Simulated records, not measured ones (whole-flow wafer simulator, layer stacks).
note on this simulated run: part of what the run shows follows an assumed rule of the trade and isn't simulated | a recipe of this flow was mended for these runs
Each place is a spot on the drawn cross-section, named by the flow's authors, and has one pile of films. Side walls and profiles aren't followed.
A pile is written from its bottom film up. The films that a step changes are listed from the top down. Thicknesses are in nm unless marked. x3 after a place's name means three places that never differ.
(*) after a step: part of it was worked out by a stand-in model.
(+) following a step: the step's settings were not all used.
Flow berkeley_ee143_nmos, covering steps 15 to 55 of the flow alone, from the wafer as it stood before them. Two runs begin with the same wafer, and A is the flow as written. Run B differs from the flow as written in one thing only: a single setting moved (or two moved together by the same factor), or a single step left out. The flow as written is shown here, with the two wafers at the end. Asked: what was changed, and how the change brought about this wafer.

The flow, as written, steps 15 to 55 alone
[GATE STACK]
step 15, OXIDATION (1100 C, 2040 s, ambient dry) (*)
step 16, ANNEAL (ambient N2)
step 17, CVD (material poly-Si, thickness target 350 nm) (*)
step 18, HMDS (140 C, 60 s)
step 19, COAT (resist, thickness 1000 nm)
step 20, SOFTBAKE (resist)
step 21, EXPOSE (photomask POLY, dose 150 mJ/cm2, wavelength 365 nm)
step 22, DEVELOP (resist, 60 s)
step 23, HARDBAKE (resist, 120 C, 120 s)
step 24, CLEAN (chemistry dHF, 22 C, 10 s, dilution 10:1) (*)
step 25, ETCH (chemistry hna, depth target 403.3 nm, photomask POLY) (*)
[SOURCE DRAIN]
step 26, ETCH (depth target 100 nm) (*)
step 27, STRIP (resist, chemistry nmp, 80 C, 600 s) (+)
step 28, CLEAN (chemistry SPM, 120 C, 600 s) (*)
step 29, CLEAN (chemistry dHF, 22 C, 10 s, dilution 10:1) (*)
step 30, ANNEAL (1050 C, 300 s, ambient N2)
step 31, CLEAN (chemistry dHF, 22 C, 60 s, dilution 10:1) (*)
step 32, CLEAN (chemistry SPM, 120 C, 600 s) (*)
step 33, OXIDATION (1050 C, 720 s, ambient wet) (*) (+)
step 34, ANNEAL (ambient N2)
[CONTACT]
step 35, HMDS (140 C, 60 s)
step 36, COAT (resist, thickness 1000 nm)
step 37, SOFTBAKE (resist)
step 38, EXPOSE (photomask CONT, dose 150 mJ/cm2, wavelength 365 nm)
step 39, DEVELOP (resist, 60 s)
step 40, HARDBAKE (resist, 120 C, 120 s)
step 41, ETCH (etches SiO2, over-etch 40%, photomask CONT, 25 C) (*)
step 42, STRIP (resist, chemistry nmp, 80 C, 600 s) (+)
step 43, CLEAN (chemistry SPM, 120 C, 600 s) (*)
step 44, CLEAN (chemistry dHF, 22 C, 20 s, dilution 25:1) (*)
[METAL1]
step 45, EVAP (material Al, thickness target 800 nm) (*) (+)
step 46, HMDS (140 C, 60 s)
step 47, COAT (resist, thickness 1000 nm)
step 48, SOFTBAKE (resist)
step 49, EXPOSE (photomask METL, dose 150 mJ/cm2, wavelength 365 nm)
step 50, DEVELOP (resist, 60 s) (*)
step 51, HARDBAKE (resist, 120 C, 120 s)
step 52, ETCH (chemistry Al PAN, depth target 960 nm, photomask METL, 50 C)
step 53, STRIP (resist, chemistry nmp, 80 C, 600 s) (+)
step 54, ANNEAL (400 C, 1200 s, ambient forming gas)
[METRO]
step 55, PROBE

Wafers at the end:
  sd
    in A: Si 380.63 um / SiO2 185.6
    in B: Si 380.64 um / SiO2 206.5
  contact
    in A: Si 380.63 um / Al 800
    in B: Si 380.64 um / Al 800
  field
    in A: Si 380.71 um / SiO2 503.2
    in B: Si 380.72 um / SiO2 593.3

Cause: step 26, ETCH: depth target 100 nm (*), was skipped.

Step by step, how the change led to this:
  step 28, CLEAN (chemistry SPM, 120 C, 600 s) (*)
      sd, contact: A chemical SiO2 gains 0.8 (new film), Si loses 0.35 | B nothing
  step 29, CLEAN (chemistry dHF, 22 C, 10 s, dilution 10:1) (*)
      sd, contact: A chemical SiO2 loses 0.8 (all of it) | B SiO2 loses 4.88
  step 31, CLEAN (chemistry dHF, 22 C, 60 s, dilution 10:1) (*)
      sd, contact: A nothing | B SiO2 loses 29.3
  step 32, CLEAN (chemistry SPM, 120 C, 600 s) (*)
      sd, contact: A chemical SiO2 gains 0.8 (new film), Si loses 0.35 | B nothing
  step 33, OXIDATION (1050 C, 720 s, ambient wet) (*) (+)
      sd, contact: A SiO2 gains 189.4 (new film), chemical SiO2 loses 0.8 (all of it), Si loses 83 | B SiO2 gains 165.9, Si loses 73
      field: A SiO2 gains 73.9, Si loses 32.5 | B SiO2 gains 64, Si loses 28.2
  step 36, COAT (resist, thickness 1000 nm)
      gate: A resist gains 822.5 (new film) | B resist gains 849.2 (new film)
      field: A resist gains 850.4 (new film) | B resist gains 801.6 (new film)
  step 40, HARDBAKE (resist, 120 C, 120 s)
      gate: A resist loses 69 | B resist loses 71.3
      field: A resist loses 71.4 | B resist loses 67.1
  step 41, ETCH (etches SiO2, over-etch 40%, photomask CONT, 25 C) (*)
      contact: A SiO2 loses 189.4 (all of it) | B SiO2 loses 210.3 (all of it)
  step 42, STRIP (resist, chemistry nmp, 80 C, 600 s) (+)
      gate: A resist loses 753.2 (all of it) | B resist loses 777.5 (all of it)
      field: A resist loses 778.6 (all of it) | B resist loses 734.1 (all of it)
  step 47, COAT (resist, thickness 1000 nm)
      gate: A resist gains 834.7 (new film) | B resist gains 861.3 (new film)
      field: A resist gains 854.5 (new film) | B resist gains 805.2 (new film)
  step 50, DEVELOP (resist, 60 s) (*)
      gate: A resist loses 834.7 (all of it), Al loses 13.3 | B resist loses 861.3 (all of it), Al loses 13.3
      field: A resist loses 854.5 (all of it), Al loses 13.3 | B resist loses 805.2 (all of it), Al loses 13.3
